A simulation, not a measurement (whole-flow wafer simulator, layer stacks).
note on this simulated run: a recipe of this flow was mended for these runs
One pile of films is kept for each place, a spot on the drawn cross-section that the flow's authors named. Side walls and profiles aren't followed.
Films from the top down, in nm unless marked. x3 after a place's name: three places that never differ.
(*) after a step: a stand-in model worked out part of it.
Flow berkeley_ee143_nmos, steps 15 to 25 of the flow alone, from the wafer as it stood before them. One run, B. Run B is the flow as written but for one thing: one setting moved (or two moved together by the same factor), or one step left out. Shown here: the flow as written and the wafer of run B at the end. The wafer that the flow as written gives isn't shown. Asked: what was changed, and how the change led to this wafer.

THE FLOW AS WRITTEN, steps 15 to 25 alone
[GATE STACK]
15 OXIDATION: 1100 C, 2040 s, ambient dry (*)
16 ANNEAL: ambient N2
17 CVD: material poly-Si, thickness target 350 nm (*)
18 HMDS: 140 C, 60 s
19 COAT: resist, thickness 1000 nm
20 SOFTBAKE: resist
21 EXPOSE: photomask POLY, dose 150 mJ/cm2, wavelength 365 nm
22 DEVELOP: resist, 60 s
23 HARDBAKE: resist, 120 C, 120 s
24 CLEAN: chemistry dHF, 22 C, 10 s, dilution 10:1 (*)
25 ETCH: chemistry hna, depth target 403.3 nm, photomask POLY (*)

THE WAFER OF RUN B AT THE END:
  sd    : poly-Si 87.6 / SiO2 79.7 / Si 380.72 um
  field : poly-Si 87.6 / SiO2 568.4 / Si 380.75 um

The cause: step 25, ETCH: depth target 262.4 nm was run, where the flow has depth target 403.3 nm.

How the change led to this, step by step:
  25 ETCH: chemistry hna, depth target 403.3 nm, photomask POLY (*)
      sd, contact, field: poly-Si -262.4 (as written it would be: poly-Si -350 (all of it), SiO2 -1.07)
